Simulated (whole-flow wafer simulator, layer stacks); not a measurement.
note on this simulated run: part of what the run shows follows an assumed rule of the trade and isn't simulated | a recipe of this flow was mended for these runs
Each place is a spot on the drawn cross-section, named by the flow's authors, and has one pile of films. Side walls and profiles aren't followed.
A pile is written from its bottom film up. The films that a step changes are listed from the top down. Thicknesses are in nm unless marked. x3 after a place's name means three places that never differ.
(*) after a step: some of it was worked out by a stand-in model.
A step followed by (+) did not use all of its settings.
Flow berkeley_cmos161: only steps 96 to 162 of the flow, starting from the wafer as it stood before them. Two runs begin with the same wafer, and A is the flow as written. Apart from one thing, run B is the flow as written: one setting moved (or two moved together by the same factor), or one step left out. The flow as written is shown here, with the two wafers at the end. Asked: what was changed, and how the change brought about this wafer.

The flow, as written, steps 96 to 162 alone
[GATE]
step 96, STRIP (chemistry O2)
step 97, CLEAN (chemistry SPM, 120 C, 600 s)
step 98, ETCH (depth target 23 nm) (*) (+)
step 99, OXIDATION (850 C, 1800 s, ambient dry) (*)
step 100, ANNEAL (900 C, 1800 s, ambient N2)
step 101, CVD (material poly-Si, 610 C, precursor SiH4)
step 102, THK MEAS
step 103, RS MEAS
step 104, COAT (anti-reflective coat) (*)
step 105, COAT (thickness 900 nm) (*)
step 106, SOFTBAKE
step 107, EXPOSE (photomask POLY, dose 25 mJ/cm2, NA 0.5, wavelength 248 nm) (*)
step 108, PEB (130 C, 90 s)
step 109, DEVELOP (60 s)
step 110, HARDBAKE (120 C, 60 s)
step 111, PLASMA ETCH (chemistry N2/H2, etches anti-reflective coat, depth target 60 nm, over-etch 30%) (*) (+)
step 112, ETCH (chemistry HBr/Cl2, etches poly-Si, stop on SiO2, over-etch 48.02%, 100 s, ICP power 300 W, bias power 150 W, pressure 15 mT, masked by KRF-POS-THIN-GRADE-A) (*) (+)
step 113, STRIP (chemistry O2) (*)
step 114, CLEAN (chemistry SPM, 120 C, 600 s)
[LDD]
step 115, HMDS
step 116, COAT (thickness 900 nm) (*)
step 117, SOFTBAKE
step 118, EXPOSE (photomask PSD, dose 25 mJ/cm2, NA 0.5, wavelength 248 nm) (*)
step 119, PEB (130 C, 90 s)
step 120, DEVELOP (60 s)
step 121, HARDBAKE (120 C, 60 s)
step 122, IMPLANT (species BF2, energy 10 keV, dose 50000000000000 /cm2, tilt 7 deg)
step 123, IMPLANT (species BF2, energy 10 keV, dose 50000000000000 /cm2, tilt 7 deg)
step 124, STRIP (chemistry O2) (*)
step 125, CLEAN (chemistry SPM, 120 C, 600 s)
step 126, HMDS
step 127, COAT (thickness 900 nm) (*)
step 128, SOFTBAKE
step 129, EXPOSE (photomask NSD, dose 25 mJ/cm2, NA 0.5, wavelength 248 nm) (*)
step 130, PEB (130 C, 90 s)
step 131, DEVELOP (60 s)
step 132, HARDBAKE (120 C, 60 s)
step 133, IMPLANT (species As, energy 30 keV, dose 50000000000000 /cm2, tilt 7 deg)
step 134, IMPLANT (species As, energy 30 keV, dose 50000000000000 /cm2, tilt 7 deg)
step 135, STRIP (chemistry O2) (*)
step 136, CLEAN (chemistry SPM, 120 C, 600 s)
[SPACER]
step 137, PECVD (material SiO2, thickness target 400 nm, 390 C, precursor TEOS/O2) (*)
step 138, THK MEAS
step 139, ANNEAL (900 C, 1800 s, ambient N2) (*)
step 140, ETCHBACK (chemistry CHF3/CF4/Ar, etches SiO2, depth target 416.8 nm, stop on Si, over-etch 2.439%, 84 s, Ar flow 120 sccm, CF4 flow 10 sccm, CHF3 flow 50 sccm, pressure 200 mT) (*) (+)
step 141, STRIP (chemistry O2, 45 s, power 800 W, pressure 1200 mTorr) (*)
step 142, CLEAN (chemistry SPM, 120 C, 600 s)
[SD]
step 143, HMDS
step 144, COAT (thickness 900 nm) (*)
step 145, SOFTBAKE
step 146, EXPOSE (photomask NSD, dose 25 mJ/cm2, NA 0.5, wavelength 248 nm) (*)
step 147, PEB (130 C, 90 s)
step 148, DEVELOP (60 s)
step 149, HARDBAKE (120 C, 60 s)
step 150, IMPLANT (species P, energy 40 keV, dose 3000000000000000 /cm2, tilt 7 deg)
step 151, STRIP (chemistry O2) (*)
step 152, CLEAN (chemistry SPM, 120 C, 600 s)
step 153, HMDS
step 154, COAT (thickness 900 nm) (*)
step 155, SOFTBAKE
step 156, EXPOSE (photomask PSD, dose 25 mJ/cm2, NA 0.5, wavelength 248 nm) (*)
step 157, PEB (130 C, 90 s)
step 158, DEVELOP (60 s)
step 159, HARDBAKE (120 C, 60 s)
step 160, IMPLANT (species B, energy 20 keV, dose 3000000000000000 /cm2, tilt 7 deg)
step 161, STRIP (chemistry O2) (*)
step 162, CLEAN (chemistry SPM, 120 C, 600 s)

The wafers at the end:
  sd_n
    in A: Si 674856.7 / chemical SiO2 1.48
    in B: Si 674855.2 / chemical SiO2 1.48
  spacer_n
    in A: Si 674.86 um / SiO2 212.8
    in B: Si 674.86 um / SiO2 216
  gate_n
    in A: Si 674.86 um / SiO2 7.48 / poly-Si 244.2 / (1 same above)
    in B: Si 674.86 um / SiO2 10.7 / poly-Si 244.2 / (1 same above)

What caused this: step 99, OXIDATION: 885 C was run, though the flow has 850 C.

Step by step, how the change led to this:
  step 99, OXIDATION (850 C, 1800 s, ambient dry) (*)
      sd_n, spacer_n, gate_n, sd_p, spacer_p, gate_p, contact, m1: A SiO2 gains 7.48 (new film), Si loses 3.29 | B SiO2 gains 10.7 (new film), Si loses 4.72
